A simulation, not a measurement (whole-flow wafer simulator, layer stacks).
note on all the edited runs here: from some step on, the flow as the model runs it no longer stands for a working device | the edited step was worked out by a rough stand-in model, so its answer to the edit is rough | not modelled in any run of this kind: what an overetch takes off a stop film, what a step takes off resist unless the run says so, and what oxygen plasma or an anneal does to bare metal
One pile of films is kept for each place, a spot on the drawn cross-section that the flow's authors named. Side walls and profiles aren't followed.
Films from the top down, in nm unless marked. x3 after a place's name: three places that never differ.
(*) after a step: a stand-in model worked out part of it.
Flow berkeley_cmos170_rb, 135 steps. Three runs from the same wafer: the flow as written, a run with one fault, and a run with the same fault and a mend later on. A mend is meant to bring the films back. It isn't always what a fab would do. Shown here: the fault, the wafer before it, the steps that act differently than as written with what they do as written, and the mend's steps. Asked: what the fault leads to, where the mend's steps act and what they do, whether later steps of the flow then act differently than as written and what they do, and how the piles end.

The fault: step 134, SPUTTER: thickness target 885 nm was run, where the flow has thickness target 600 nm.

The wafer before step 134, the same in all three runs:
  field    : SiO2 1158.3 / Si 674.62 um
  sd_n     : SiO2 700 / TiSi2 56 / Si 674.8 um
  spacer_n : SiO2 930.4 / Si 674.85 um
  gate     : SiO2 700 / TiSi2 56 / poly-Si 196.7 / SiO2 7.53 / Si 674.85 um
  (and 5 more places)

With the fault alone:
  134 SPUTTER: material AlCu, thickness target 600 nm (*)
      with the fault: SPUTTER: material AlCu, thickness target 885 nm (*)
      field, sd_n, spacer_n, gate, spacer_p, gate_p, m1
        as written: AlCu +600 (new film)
        with the fault: AlCu +885 (new film)
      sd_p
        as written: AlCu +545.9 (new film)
        with the fault: AlCu +820.6 (new film)
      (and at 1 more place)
  No later step of the flow acts differently than as written at any place that is followed.
  At the end the piles differ from the flow's by more than 2% or 0.5 nm, whichever is larger, at field, sd_n, spacer_n and 6 more.
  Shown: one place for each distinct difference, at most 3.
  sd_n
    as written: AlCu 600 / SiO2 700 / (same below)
    with the fault: AlCu 885 / SiO2 700 / (same below)
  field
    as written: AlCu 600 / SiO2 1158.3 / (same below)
    with the fault: AlCu 885 / SiO2 1158.3 / (same below)
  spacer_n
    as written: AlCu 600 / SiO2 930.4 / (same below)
    with the fault: AlCu 885 / SiO2 930.4 / (same below)

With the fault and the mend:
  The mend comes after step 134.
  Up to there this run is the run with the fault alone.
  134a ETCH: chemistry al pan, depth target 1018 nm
      field, sd_n, spacer_n, gate, spacer_p, gate_p, m1
        AlCu -885 (all of it)
      sd_p
        AlCu -820.6 (all of it)
      contact
        AlCu -598.1 (all of it)
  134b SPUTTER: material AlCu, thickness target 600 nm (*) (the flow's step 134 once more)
      field, sd_n, spacer_n, gate, spacer_p, gate_p, m1
        AlCu +600 (new film)
      sd_p
        AlCu +545.9 (new film)
      contact
        AlCu +415.1 (new film)
  No later step of the flow acts differently than as written at any place that is followed.
  At the end the piles are the same as the flow's at every place that both follow.
